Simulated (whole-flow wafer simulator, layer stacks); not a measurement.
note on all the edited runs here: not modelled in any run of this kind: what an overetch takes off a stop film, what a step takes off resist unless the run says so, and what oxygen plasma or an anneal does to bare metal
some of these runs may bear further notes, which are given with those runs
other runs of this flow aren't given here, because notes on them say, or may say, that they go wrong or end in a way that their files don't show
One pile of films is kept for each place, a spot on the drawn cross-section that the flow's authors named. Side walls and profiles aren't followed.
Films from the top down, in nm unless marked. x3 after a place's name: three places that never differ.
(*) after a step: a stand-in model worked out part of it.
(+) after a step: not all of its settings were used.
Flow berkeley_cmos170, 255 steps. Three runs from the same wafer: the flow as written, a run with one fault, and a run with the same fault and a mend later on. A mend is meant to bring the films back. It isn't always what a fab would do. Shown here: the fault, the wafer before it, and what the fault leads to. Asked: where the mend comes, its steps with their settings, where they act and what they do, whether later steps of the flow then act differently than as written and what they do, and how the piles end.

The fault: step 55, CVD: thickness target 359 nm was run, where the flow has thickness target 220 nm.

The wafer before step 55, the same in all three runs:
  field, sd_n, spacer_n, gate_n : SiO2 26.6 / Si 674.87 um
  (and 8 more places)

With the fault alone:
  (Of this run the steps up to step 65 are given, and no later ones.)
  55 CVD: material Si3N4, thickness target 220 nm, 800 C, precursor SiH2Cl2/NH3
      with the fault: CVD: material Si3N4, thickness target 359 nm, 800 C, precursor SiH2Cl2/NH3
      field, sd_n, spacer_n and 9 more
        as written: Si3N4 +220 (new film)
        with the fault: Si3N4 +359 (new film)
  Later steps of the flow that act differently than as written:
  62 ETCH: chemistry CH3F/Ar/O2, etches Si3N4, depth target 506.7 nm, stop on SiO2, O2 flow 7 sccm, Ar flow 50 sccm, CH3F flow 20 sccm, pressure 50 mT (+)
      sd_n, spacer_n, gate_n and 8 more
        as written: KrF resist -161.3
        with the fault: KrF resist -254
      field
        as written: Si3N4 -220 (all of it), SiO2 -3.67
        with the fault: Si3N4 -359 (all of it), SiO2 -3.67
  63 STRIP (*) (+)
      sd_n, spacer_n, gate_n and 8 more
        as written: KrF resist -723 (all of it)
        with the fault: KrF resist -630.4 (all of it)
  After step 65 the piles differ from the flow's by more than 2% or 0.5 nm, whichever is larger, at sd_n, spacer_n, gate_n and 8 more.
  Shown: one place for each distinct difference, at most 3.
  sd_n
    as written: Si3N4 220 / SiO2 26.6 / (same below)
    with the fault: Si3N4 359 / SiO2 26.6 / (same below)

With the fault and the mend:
  The mend comes after step 55.
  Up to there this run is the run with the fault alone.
  55a ETCH: chemistry h3po4, depth target 412.8 nm
      field, sd_n, spacer_n and 9 more
        Si3N4 -359 (all of it)
  55b CLEAN: chemistry SPM
      changes no film at any place that is followed
  55c CVD: material Si3N4, thickness target 220 nm, 800 C, precursor SiH2Cl2/NH3 (the flow's step 55 once more)
      field, sd_n, spacer_n and 9 more
        Si3N4 +220 (new film)
  No later step of the flow acts differently than as written at any place that is followed.
  At the end the piles are the same as the flow's at every place that both follow.
